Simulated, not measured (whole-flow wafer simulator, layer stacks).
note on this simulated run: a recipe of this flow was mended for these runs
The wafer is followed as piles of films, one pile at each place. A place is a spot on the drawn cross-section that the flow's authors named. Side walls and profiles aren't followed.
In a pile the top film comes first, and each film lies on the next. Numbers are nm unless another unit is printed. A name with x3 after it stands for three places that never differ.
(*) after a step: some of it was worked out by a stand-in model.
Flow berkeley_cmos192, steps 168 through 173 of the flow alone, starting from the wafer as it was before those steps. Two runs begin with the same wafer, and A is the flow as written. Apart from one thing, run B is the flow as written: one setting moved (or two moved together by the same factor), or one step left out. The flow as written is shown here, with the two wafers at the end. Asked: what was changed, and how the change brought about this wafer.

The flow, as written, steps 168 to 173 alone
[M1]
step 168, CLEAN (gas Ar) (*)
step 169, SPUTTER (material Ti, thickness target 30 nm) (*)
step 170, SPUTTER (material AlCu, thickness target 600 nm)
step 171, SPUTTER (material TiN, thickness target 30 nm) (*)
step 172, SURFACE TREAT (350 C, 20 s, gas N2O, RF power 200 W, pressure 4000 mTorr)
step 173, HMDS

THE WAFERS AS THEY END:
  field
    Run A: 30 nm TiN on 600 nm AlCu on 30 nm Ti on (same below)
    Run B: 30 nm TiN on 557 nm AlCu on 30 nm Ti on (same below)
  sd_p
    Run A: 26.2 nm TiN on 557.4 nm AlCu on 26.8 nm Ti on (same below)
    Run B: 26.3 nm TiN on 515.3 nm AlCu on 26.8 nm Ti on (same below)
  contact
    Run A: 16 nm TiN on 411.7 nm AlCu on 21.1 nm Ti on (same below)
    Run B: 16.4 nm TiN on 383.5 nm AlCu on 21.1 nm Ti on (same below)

The reason: step 170, SPUTTER: thickness target 557 nm was run, whereas the flow has thickness target 600 nm.
The wafer itself shows it: field has AlCu 557, and step 170 as written asks for 600 nm.

Step by step, how the change led to this:
  step 170, SPUTTER (material AlCu, thickness target 600 nm)
      field, sd_n, spacer_n, gate, spacer_p, gate_p, m1: A +600 AlCu (new film) | B +557 AlCu (new film)
      sd_p: A +557.4 AlCu (new film) | B +515.3 AlCu (new film)
      (as well as at 1 more place)
